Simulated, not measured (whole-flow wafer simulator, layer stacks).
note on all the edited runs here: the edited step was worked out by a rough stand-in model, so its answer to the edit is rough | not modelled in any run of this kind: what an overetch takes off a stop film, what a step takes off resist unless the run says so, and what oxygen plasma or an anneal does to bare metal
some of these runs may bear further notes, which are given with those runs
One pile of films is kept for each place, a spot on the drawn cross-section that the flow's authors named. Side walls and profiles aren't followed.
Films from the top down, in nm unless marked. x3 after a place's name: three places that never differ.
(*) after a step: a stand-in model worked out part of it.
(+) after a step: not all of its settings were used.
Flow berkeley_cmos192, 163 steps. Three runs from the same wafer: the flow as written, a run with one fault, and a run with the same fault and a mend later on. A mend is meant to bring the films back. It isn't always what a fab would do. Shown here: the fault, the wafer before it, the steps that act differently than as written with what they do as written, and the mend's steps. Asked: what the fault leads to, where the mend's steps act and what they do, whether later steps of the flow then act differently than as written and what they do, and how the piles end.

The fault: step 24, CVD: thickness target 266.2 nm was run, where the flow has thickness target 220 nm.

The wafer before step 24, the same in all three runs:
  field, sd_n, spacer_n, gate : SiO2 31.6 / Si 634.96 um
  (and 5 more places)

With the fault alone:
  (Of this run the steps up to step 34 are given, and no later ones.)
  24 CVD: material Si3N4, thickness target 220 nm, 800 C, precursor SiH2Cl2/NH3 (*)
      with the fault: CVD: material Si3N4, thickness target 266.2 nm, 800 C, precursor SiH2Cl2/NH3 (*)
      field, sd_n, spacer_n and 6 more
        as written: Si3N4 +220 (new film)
        with the fault: Si3N4 +266.2 (new film)
  Later steps of the flow that act differently than as written:
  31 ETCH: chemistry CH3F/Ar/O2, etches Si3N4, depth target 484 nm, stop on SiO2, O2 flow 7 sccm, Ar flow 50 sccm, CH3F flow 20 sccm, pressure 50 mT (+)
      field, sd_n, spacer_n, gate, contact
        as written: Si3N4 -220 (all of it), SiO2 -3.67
        with the fault: Si3N4 -266.2 (all of it), SiO2 -3.67
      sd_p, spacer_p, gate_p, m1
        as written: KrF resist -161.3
        with the fault: KrF resist -192.1
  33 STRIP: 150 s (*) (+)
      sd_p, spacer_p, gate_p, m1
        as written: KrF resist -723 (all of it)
        with the fault: KrF resist -692.2 (all of it)
  After step 34 the piles differ from the flow's by more than 2% or 0.5 nm, whichever is larger, at sd_p, spacer_p, gate_p, m1.
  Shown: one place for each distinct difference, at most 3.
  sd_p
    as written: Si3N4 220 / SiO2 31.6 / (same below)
    with the fault: Si3N4 266.2 / SiO2 31.6 / (same below)

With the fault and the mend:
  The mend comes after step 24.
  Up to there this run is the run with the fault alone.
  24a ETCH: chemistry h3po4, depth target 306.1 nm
      field, sd_n, spacer_n and 6 more
        Si3N4 -266.2 (all of it)
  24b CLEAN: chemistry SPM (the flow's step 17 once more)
      changes no film at any place that is followed
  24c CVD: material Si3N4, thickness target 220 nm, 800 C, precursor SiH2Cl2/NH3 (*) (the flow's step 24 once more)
      field, sd_n, spacer_n and 6 more
        Si3N4 +220 (new film)
  No later step of the flow acts differently than as written at any place that is followed.
  At the end the piles are the same as the flow's at every place that both follow.
